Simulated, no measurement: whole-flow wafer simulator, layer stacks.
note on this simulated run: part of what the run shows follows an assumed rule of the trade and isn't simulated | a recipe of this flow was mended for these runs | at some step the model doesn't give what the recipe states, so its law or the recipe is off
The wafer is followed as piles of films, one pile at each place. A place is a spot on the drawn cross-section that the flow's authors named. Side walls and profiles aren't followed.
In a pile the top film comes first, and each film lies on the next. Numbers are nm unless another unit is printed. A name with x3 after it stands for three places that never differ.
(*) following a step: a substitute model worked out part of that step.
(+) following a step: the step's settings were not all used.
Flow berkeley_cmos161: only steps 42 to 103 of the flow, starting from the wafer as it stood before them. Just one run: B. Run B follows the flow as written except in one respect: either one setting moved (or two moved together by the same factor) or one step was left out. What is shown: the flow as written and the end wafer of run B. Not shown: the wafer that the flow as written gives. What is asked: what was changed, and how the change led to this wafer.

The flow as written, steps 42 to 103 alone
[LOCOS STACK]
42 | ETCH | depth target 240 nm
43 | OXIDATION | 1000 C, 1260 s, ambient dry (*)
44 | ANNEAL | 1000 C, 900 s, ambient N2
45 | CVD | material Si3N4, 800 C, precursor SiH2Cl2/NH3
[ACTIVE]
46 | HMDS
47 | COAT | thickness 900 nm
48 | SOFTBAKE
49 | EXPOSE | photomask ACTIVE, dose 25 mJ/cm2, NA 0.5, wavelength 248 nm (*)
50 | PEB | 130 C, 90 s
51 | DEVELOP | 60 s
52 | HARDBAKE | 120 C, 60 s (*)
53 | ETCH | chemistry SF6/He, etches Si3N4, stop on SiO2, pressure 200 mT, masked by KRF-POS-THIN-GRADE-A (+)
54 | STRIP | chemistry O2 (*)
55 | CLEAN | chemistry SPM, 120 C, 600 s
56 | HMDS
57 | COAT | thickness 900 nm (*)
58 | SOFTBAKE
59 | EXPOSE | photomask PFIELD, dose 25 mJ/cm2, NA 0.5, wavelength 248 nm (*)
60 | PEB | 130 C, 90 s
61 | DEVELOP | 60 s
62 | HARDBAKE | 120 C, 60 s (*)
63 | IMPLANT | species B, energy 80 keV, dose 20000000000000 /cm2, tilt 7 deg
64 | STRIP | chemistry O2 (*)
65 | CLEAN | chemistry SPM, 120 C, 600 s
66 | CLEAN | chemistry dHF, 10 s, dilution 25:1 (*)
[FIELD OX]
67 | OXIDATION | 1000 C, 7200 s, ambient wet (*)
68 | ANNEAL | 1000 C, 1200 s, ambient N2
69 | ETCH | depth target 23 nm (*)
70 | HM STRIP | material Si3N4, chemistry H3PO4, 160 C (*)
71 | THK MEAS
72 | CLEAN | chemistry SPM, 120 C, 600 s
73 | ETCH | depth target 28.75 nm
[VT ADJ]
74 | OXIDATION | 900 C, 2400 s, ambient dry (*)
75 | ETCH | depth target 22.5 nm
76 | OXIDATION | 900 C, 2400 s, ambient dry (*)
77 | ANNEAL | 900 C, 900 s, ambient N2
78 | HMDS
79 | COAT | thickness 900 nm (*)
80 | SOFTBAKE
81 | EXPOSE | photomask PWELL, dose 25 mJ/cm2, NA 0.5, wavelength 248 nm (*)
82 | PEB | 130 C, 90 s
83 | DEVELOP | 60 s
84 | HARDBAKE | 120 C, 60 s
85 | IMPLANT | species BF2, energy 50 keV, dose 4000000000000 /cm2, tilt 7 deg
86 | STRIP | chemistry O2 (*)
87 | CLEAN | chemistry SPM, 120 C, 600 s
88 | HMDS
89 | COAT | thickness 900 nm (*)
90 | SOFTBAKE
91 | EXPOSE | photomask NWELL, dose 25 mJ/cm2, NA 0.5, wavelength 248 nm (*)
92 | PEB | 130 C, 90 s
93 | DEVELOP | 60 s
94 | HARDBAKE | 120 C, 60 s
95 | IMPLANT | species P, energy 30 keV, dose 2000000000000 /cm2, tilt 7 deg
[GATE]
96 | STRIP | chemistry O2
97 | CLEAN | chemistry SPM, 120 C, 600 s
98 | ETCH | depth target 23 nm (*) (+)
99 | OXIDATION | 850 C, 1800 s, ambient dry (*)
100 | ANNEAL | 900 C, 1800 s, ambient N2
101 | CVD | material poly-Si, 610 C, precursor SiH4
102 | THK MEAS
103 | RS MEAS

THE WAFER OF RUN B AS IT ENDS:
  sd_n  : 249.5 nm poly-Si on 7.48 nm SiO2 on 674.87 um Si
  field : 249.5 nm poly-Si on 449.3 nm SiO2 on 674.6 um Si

What caused this: step 43, OXIDATION: 850 C was run, whereas the flow has 1000 C.

The path from the change to this, step by step:
  43 | OXIDATION | 1000 C, 1260 s, ambient dry (*)
      field, sd_n, spacer_n and 6 more: SiO2 gains 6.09 (new film), Si loses 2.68 (in the flow as written it would be: SiO2 gains 26.6 (new film), Si loses 11.7)
  53 | ETCH | chemistry SF6/He, etches Si3N4, stop on SiO2, pressure 200 mT, masked by KRF-POS-THIN-GRADE-A (+)
      field: Si3N4 loses 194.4 (all of it), SiO2 loses 6.09 (all of it), Si loses 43 (in the flow as written it would be: Si3N4 loses 194.4 (all of it), SiO2 loses 8.27)
  54 | STRIP | chemistry O2 (*)
      field: chemical SiO2 gains 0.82 (new film), Si loses 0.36 (in the flow as written it would be: nothing)
  57 | COAT | thickness 900 nm (*)
      sd_n: KrF-resist gains 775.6 (new film) (in the flow as written it would be: KrF-resist gains 796.1 (new film))
      sd_p: KrF-resist gains 796.8 (new film) (in the flow as written it would be: KrF-resist gains 813.7 (new film))
      (and at 1 other place as well)
  64 | STRIP | chemistry O2 (*)
      sd_n: KrF-resist loses 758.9 (all of it) (in the flow as written it would be: KrF-resist loses 779.3 (all of it))
      sd_p: KrF-resist loses 780 (all of it) (in the flow as written it would be: KrF-resist loses 796.9 (all of it))
      (and at 1 other place as well)
  66 | CLEAN | chemistry dHF, 10 s, dilution 25:1 (*)
      field: chemical SiO2 loses 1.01 (all of it) (in the flow as written it would be: SiO2 loses 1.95)
  67 | OXIDATION | 1000 C, 7200 s, ambient wet (*)
      sd_n, sd_p: SiO2 gains 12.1 (new film), Si3N4 loses 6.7 (in the flow as written it would be: SiO2 gains 12.1 (new film), Si3N4 loses 6.7, SiO2 gains 0.25, Si loses 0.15)
      field: SiO2 gains 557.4 (new film), Si loses 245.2 (in the flow as written it would be: SiO2 gains 545.5, Si loses 240)
  70 | HM STRIP | material Si3N4, chemistry H3PO4, 160 C (*)
      sd_n, spacer_n, gate_n, sd_p, spacer_p, gate_p, contact, m1: chemical SiO2 gains 0.5 (new film), Si3N4 loses 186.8 (all of it), SiO2 loses 6.09 (all of it), Si loses 0.22 (in the flow as written it would be: Si3N4 loses 186.8 (all of it), SiO2 loses 8.69)
  73 | ETCH | depth target 28.75 nm
      spacer_n, gate_n, spacer_p, gate_p, contact, m1: chemical SiO2 loses 0.8 (all of it) (in the flow as written it would be: SiO2 loses 17.9 (all of it))
      sd_n, sd_p: chemical SiO2 loses 0.8 (all of it) (in the flow as written it would be: SiO2 loses 18.1 (all of it))
  79 | COAT | thickness 900 nm (*)
      sd_n: KrF-resist gains 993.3 (new film) (in the flow as written it would be: KrF-resist gains 1020.9 (new film))
      sd_p: KrF-resist gains 977 (new film) (in the flow as written it would be: KrF-resist gains 999.3 (new film))
      (and at 2 other places as well)
  83 | DEVELOP | 60 s
      sd_n: KrF-resist loses 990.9 (all of it) (in the flow as written it would be: KrF-resist loses 1018.4 (all of it))
      contact: KrF-resist loses 971.5 (all of it) (in the flow as written it would be: KrF-resist loses 992.3 (all of it))
      (and at 1 other place as well)
  84 | HARDBAKE | 120 C, 60 s
      sd_p: KrF-resist loses 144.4 (in the flow as written it would be: KrF-resist loses 147.7)
  86 | STRIP | chemistry O2 (*)
      sd_p: KrF-resist loses 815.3 (all of it) (in the flow as written it would be: KrF-resist loses 834.2 (all of it))
  89 | COAT | thickness 900 nm (*)
      sd_n: KrF-resist gains 993.3 (new film) (in the flow as written it would be: KrF-resist gains 1020.9 (new film))
      sd_p: KrF-resist gains 977 (new film) (in the flow as written it would be: KrF-resist gains 999.3 (new film))
      (and at 2 other places as well)
  93 | DEVELOP | 60 s
      sd_p: KrF-resist loses 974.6 (all of it) (in the flow as written it would be: KrF-resist loses 996.9 (all of it))
  94 | HARDBAKE | 120 C, 60 s
      sd_n: KrF-resist loses 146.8 (in the flow as written it would be: KrF-resist loses 151)
      contact: KrF-resist loses 143.9 (in the flow as written it would be: KrF-resist loses 147)
      (and at 1 other place as well)
  96 | STRIP | chemistry O2
      sd_n: KrF-resist loses 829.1 (all of it) (in the flow as written it would be: KrF-resist loses 852.5 (all of it))
      contact: KrF-resist loses 812.6 (all of it) (in the flow as written it would be: KrF-resist loses 830.3 (all of it))
      (and at 1 other place as well)
